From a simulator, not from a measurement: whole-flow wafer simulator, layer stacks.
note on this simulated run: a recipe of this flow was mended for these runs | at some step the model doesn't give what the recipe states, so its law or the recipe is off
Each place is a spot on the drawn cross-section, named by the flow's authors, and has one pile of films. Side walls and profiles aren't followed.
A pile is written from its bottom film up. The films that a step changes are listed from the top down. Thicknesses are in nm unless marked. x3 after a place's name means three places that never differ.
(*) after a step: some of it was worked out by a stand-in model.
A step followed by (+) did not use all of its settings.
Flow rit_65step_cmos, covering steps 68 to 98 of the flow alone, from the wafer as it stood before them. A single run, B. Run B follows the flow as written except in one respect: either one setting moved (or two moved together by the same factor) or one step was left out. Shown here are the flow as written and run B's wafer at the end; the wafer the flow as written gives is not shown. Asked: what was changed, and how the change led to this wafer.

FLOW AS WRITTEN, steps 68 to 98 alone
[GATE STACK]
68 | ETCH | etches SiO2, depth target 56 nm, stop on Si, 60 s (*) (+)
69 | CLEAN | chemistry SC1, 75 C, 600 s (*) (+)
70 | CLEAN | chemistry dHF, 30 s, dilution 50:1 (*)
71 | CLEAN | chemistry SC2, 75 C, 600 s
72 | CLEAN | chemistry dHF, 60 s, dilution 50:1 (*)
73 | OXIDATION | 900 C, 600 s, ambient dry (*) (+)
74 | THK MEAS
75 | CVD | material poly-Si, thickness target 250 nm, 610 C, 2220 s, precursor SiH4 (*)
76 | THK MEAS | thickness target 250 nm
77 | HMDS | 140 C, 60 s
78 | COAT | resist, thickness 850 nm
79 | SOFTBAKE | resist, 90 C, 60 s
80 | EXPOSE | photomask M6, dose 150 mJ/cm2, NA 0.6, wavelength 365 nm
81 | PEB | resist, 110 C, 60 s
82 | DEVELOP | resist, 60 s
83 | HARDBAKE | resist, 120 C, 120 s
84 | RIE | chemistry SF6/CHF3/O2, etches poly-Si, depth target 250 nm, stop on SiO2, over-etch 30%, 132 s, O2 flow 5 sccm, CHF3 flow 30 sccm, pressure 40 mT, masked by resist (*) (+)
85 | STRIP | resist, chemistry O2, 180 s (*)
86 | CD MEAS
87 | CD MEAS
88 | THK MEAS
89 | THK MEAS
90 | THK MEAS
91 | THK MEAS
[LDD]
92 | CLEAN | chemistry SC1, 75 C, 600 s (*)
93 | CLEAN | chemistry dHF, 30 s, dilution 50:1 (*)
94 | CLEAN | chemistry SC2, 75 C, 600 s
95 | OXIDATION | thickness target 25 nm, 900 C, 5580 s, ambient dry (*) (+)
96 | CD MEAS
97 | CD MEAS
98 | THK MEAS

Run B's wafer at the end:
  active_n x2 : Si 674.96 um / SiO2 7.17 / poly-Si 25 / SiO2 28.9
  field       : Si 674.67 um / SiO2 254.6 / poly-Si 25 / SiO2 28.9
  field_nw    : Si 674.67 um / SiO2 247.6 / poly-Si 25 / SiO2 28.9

Cause: step 84, RIE: depth target 160 nm was run, though the flow has depth target 250 nm; step 84, RIE: 84 s was run, where the flow has 132 s.

How this came from the change, step by step:
  84 | RIE | chemistry SF6/CHF3/O2, etches poly-Si, depth target 250 nm, stop on SiO2, over-etch 30%, 132 s, O2 flow 5 sccm, CHF3 flow 30 sccm, pressure 40 mT, masked by resist (*) (+)
      field, field_pw, field_nw and 9 more: poly-Si loses 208 (as written it would have been: poly-Si loses 250 (all of it), SiO2 loses 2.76)
      gate_n, gate_p: resist loses 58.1 (as written it would have been: resist loses 90.8)
  85 | STRIP | resist, chemistry O2, 180 s (*)
      field, field_pw, field_nw and 9 more: chemical SiO2 gains 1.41 (new film), poly-Si loses 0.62 (as written it would have been: nothing)
      gate_n, gate_p: chemical SiO2 gains 1.34 (new film), resist loses 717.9 (all of it), poly-Si loses 0.59 (as written it would have been: chemical SiO2 gains 1.34 (new film), resist loses 685.2 (all of it), poly-Si loses 0.59)
  92 | CLEAN | chemistry SC1, 75 C, 600 s (*)
      field, field_pw, field_nw and 9 more: chemical SiO2 loses 0.81, poly-Si loses 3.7 (as written it would have been: SiO2 loses 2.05)
  93 | CLEAN | chemistry dHF, 30 s, dilution 50:1 (*)
      active_n x2, spacer, spacer_p, sd_n, sd_p, contact, m1: chemical SiO2 loses 0.6 (all of it) (as written it would have been: SiO2 loses 2.36 (all of it))
      field, field_pw, field_nw, field_p: chemical SiO2 loses 0.6 (all of it) (as written it would have been: SiO2 loses 2.78)
  95 | OXIDATION | thickness target 25 nm, 900 C, 5580 s, ambient dry (*) (+)
      active_n x2, spacer, spacer_p, sd_n, sd_p, contact, m1: SiO2 gains 28.9 (new film), chemical SiO2 loses 0.4 (all of it), poly-Si loses 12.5 (as written it would have been: SiO2 gains 26.5 (new film), chemical SiO2 loses 0.4 (all of it), Si loses 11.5)
      field, field_pw: SiO2 gains 28.9 (new film), chemical SiO2 loses 0.4 (all of it), poly-Si loses 12.5 (as written it would have been: SiO2 gains 6.43, Si loses 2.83)
      (also at 2 further places)
